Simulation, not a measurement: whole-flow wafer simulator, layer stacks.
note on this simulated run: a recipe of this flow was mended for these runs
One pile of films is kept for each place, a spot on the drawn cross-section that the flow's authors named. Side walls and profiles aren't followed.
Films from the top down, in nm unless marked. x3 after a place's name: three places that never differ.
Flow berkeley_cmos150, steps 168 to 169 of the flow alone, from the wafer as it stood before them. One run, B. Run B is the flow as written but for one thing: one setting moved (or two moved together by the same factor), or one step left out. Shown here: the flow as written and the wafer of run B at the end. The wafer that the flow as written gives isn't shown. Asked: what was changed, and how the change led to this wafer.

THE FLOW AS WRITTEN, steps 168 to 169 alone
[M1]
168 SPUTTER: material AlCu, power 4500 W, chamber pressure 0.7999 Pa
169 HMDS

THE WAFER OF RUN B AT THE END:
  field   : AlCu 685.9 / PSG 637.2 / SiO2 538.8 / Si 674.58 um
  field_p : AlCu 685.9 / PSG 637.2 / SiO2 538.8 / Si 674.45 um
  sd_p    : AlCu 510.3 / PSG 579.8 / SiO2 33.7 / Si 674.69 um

The cause: step 168, SPUTTER: chamber pressure 0.6079 Pa was run, where the flow has chamber pressure 0.7999 Pa.

How the change led to this, step by step:
  168 SPUTTER: material AlCu, power 4500 W, chamber pressure 0.7999 Pa
      field, sd_n, gate_n, gate_p, m1: AlCu +685.9 (new film) (as written it would be: AlCu +626.1 (new film))
      field_p: AlCu +685.9 (new film) (as written it would be: AlCu +619.8 (new film))
      (and at 2 more places)
